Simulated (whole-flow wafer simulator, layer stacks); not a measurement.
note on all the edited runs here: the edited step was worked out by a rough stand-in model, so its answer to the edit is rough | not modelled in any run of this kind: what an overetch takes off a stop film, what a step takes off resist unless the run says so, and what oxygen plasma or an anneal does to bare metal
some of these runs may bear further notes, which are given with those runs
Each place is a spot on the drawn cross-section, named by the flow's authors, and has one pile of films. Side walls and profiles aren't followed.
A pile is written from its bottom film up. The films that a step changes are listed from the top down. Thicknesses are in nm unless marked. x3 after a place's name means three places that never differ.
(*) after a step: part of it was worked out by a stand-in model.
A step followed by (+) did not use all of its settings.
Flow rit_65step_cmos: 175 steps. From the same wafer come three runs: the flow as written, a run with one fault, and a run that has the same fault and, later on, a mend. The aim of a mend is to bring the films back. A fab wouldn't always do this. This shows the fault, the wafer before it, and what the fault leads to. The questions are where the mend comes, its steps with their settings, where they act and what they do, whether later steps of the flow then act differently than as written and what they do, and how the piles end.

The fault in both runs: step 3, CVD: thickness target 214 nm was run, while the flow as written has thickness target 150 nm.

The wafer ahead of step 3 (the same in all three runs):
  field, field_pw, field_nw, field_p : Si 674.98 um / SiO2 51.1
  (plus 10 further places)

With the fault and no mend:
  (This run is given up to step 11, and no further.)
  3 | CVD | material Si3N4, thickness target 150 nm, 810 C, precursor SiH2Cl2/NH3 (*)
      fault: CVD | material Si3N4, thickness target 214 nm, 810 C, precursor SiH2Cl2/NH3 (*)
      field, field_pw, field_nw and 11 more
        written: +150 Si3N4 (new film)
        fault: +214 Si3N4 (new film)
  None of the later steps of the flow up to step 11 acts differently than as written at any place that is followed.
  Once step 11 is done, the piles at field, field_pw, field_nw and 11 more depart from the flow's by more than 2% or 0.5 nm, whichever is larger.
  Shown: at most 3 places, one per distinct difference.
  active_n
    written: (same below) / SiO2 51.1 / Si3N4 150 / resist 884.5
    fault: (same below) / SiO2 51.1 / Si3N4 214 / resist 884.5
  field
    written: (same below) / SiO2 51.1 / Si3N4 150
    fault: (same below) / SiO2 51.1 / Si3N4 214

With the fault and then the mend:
  The mend follows step 4.
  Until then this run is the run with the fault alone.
  4a | ETCHBACK | chemistry SF6/CHF3, etches Si3N4, depth target 64 nm, CHF3 flow 30 sccm, pressure 40 mT (*) (+)
      field, field_pw, field_nw and 11 more
        -64 Si3N4
  None of the later steps of the flow acts differently than as written at any place that is followed.
  At every place that both follow, the piles at the end match the flow's.
